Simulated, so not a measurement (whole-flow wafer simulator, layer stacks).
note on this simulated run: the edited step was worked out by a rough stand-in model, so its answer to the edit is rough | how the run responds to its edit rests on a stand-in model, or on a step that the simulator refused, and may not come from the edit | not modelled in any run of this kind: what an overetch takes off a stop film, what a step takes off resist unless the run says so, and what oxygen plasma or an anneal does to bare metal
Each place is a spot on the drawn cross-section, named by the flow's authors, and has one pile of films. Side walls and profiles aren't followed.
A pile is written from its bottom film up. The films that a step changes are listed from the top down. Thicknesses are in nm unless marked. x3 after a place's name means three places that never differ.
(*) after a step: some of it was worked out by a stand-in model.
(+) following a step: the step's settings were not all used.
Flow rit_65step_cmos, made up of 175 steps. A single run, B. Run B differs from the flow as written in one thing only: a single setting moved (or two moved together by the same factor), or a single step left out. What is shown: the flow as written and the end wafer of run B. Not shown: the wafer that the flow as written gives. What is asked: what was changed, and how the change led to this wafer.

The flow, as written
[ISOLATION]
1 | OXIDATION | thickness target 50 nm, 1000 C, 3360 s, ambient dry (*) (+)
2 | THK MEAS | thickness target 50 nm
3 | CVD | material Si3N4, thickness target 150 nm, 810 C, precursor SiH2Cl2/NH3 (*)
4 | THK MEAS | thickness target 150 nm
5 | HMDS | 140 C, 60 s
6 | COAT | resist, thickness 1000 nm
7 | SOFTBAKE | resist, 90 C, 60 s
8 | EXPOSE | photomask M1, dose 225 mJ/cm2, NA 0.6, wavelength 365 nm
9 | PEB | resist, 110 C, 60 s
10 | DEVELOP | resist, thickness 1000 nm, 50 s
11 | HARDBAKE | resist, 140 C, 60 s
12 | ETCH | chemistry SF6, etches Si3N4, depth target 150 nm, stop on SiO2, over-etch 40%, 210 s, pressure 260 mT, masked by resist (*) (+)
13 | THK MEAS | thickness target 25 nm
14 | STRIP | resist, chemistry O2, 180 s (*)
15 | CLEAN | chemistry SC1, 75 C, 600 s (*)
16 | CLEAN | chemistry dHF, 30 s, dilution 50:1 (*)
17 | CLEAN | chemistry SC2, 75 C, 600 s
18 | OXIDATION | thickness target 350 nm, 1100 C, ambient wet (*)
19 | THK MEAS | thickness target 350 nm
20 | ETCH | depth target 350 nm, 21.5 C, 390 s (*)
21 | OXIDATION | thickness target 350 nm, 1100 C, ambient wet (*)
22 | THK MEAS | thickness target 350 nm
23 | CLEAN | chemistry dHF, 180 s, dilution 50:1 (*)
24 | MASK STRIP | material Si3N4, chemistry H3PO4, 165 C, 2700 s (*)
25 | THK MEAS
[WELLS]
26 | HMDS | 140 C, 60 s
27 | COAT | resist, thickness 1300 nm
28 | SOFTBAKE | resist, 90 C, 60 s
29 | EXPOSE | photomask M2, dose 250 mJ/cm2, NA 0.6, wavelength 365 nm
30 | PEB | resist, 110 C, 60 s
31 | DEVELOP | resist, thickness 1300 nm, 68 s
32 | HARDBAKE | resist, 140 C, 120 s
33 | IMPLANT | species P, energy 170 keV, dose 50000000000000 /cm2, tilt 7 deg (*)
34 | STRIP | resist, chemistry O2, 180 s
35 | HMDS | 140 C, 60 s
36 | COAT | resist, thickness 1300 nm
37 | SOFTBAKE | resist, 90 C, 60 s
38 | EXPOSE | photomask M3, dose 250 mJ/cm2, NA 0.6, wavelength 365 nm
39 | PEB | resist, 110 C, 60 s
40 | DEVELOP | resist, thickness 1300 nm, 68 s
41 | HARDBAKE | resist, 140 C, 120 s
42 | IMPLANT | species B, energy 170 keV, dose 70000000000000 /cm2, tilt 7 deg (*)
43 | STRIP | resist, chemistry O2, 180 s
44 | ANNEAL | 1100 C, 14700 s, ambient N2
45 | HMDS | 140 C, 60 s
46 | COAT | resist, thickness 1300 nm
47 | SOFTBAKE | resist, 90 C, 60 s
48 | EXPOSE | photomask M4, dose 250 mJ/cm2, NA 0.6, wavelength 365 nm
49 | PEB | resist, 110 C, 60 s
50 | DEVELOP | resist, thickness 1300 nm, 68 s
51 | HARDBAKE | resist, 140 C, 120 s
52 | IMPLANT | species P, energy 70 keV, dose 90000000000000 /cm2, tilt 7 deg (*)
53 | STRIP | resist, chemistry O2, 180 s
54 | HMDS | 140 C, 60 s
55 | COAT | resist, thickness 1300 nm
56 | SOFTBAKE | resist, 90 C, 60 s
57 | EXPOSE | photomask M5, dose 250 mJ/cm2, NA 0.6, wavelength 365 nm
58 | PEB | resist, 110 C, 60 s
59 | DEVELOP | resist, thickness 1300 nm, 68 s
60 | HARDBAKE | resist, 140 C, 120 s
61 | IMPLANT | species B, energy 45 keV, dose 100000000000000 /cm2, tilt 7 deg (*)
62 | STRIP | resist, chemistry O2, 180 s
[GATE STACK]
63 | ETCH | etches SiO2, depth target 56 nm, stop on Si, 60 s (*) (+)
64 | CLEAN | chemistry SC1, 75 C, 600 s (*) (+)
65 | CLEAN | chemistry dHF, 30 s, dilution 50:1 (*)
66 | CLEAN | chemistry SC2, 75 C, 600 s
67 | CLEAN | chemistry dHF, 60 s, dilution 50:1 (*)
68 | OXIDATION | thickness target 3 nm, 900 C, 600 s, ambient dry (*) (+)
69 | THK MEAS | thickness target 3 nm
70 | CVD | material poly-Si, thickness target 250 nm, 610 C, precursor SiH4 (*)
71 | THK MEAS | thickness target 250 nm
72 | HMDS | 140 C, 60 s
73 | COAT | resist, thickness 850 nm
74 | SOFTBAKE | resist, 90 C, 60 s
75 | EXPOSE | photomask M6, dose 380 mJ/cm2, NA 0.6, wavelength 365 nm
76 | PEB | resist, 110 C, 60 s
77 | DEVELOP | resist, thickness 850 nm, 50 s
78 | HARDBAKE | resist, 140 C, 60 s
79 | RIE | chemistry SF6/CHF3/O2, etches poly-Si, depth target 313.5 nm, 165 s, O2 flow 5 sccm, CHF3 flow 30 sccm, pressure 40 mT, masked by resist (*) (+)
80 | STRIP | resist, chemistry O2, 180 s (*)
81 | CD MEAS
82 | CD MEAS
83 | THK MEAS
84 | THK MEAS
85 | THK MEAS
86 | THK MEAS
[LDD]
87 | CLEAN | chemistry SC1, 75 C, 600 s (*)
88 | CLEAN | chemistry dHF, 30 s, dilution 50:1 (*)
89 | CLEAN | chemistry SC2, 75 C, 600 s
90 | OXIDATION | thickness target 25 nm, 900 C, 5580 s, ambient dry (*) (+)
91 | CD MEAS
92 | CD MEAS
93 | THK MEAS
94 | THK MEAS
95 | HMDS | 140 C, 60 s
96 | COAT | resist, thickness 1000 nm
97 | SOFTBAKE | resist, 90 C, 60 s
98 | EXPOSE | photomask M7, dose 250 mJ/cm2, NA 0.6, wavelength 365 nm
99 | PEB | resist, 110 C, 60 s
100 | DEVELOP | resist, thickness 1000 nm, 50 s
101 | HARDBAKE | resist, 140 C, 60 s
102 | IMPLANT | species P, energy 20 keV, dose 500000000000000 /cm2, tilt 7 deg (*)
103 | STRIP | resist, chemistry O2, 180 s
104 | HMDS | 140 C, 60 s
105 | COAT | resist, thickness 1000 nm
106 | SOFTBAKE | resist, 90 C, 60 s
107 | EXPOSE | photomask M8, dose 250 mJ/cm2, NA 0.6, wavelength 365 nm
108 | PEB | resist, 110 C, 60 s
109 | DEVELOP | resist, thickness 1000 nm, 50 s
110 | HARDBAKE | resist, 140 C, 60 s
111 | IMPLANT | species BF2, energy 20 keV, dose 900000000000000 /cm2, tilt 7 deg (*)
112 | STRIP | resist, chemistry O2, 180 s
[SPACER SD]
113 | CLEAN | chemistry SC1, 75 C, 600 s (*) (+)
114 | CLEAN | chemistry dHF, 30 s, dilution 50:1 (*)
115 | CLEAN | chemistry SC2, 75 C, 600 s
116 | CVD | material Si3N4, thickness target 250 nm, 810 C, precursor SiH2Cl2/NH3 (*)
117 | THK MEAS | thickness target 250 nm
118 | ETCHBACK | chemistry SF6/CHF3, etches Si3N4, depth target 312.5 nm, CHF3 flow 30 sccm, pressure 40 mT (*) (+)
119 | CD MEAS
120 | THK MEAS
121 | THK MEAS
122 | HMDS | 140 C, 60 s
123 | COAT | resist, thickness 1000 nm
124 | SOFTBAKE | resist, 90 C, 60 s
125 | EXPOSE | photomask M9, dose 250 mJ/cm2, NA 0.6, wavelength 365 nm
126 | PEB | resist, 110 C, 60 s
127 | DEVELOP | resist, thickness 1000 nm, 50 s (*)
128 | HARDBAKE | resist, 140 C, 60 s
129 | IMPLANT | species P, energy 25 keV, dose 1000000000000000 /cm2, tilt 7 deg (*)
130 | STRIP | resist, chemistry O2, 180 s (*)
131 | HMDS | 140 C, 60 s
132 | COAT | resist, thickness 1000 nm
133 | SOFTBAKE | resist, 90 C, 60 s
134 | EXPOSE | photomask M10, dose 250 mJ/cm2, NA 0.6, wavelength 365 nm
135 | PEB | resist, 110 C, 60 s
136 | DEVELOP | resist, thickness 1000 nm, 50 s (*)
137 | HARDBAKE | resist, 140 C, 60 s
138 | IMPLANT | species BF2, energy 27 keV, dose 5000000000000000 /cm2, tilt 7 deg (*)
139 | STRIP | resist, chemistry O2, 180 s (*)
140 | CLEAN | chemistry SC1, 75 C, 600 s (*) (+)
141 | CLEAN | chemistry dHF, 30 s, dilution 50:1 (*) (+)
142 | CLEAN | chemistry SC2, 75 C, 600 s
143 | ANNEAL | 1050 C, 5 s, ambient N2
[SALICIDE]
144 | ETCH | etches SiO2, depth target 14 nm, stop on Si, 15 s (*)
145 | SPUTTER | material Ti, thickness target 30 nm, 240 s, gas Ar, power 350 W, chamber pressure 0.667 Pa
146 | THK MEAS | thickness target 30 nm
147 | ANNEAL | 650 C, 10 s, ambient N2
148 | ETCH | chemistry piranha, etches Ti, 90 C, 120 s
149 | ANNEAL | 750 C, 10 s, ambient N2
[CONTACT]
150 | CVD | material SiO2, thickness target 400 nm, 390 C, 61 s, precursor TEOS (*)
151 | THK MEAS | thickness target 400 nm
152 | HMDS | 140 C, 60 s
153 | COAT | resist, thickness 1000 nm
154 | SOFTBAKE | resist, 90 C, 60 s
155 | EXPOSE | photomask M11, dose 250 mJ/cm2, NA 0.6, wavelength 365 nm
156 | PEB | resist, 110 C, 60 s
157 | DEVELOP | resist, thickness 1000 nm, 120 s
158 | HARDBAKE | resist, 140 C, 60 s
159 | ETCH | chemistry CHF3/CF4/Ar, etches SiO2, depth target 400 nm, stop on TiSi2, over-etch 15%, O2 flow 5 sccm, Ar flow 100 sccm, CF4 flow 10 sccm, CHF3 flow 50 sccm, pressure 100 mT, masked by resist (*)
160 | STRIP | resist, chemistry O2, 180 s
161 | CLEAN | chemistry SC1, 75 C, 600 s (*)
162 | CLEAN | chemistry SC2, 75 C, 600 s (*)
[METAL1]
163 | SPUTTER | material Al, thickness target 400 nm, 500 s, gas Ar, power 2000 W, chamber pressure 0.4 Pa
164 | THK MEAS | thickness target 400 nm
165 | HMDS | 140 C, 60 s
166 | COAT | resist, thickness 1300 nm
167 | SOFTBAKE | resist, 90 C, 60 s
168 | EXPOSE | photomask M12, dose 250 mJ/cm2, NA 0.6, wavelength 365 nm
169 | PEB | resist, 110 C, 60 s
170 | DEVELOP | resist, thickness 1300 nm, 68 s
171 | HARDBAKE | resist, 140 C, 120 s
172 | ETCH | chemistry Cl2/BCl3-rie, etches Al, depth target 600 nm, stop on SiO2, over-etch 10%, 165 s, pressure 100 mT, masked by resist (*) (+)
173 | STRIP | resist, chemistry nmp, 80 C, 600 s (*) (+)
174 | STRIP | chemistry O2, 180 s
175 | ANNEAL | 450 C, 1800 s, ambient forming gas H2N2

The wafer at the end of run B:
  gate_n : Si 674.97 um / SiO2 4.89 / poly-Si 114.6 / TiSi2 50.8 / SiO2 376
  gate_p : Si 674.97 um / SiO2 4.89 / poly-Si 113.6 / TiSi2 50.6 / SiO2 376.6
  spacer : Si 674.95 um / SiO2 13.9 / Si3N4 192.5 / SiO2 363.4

What caused this: step 68, OXIDATION: 300 s was run, while the flow as written has 600 s.

Step by step, how the change led to this:
  68 | OXIDATION | thickness target 3 nm, 900 C, 600 s, ambient dry (*) (+)
      active_n, active_p, gate_n and 7 more: +4.89 SiO2 (new film), -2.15 Si (as written it would have been: +7.17 SiO2 (new film), -3.16 Si)
  79 | RIE | chemistry SF6/CHF3/O2, etches poly-Si, depth target 313.5 nm, 165 s, O2 flow 5 sccm, CHF3 flow 30 sccm, pressure 40 mT, masked by resist (*) (+)
      active_n, active_p, spacer, spacer_p, sd_n, sd_p, contact, m1: -250 poly-Si (all of it), -4.89 SiO2 (all of it) (as written it would have been: -250 poly-Si (all of it), -7.17 SiO2 (all of it))
  118 | ETCHBACK | chemistry SF6/CHF3, etches Si3N4, depth target 312.5 nm, CHF3 flow 30 sccm, pressure 40 mT (*) (+)
      spacer, spacer_p: -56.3 Si3N4 (as written it would have been: -54 Si3N4)
